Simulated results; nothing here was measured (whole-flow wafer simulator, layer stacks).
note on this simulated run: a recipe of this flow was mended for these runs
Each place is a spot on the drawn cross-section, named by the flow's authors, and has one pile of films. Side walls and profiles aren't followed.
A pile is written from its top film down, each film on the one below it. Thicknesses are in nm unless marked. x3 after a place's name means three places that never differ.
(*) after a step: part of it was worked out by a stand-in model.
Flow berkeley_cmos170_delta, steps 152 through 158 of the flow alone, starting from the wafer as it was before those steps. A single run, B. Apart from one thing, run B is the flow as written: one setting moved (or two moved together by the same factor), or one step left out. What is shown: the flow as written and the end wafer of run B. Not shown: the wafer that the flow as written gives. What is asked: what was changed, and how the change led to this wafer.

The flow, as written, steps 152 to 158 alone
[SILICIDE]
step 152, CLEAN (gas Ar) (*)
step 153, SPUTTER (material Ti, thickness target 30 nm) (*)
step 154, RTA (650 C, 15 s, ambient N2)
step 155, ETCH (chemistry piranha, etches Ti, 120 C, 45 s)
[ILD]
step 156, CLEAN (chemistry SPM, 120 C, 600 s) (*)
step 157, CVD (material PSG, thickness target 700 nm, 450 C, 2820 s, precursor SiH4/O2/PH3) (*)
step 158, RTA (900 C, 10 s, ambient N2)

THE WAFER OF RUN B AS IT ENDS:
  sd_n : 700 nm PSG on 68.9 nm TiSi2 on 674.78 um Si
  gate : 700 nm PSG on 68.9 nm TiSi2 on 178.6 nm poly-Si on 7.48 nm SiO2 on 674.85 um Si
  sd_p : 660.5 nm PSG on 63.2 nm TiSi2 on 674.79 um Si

Cause: step 153, SPUTTER: thickness target 37 nm was run, whereas the flow has thickness target 30 nm; step 155, ETCH: 56 s was run, where the flow has 45 s.

The path from the change to this, step by step:
  step 153, SPUTTER (material Ti, thickness target 30 nm) (*)
      field, sd_n, spacer_n, gate, spacer_p, gate_p, contact x2: Ti gains 37 (new film) (it would be, as written: Ti gains 30 (new film))
      sd_p: Ti gains 33.9 (new film) (it would be, as written: Ti gains 27.5 (new film))
  step 154, RTA (650 C, 15 s, ambient N2)
      sd_n, contact x2: Ti loses 28.9, TiSi first gains 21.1 (new film), TiSi2 C49 gains 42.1 (new film), Si loses 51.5 (it would be, as written: Ti loses 23.4, TiSi first gains 6.2 (new film), TiSi2 C49 gains 50.3 (new film), Si loses 49)
      gate, gate_p: Ti loses 28.9, TiSi first gains 21.1 (new film), TiSi2 C49 gains 42.1 (new film), poly-Si loses 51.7 (it would be, as written: Ti loses 23.4, TiSi first gains 6.2 (new film), TiSi2 C49 gains 50.3 (new film), poly-Si loses 49.2)
      (also at 1 further place)
  step 155, ETCH (chemistry piranha, etches Ti, 120 C, 45 s)
      sd_n, gate, gate_p, contact x2: Ti loses 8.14 (all of it), TiSi first loses 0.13 (it would be, as written: Ti loses 6.6 (all of it), TiSi first loses 0.1)
      field, spacer_n, spacer_p: Ti loses 37 (all of it) (it would be, as written: Ti loses 30 (all of it))
      (also at 1 further place)
  step 158, RTA (900 C, 10 s, ambient N2)
      sd_n, contact x2: under 1 film: TiSi2 gains 68.9 (new film), TiSi first loses 20.9 (all of it), TiSi2 C49 loses 42.1 (all of it), Si loses 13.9 (it would be, as written: under 1 film: TiSi2 gains 55.9 (new film), TiSi first loses 6.09 (all of it), TiSi2 C49 loses 50.3 (all of it), Si loses 4.05)
      gate, gate_p: under 1 film: TiSi2 gains 68.9 (new film), TiSi first loses 20.9 (all of it), TiSi2 C49 loses 42.1 (all of it), poly-Si loses 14 (it would be, as written: under 1 film: TiSi2 gains 55.9 (new film), TiSi first loses 6.09 (all of it), TiSi2 C49 loses 50.3 (all of it), poly-Si loses 4.06)
      (also at 1 further place)
